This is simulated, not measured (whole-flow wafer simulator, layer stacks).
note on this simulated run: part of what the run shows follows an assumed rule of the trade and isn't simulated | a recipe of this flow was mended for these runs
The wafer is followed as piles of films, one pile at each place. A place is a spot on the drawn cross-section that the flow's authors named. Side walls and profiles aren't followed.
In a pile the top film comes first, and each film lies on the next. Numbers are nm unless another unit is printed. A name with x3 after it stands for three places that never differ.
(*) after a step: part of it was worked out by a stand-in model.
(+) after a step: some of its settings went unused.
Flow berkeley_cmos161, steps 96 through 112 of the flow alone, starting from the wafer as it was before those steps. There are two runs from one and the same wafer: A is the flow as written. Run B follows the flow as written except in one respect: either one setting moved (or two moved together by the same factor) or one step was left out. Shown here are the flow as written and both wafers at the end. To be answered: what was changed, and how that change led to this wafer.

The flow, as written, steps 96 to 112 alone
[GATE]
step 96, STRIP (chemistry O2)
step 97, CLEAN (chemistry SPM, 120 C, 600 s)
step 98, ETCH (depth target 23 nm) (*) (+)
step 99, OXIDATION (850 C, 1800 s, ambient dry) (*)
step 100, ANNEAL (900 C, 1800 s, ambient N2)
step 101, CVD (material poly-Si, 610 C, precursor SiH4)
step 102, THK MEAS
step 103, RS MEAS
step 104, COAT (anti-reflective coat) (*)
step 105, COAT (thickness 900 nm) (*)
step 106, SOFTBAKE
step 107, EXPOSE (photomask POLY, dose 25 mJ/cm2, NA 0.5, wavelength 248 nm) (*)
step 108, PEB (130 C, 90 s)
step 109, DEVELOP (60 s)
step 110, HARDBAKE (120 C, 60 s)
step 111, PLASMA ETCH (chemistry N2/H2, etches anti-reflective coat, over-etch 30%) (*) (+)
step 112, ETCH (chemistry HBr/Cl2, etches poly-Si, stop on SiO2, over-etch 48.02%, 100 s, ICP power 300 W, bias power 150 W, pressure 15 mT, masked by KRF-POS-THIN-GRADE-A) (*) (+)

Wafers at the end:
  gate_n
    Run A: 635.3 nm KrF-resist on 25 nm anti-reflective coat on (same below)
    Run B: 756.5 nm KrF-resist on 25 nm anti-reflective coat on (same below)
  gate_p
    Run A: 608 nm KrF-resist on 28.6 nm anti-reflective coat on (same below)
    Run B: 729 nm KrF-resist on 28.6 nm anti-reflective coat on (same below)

The reason: step 105, COAT: thickness 1038 nm was run, while the flow as written has thickness 900 nm.

How this came from the change, step by step:
  step 105, COAT (thickness 900 nm) (*)
      field: A KrF-resist gains 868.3 (new film) | B KrF-resist gains 1004.9 (new film)
      sd_n: A KrF-resist gains 909.1 (new film) | B KrF-resist gains 1047.5 (new film)
      (and at 7 other places as well)
  step 109, DEVELOP (60 s)
      field: A KrF-resist loses 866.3 (all of it) | B KrF-resist loses 1002.5 (all of it)
      sd_n: A KrF-resist loses 907 (all of it) | B KrF-resist loses 1044.9 (all of it)
      (and at 5 other places as well)
  step 110, HARDBAKE (120 C, 60 s)
      gate_n: A KrF-resist loses 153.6 | B KrF-resist loses 174.8
      gate_p: A KrF-resist loses 148.8 | B KrF-resist loses 170
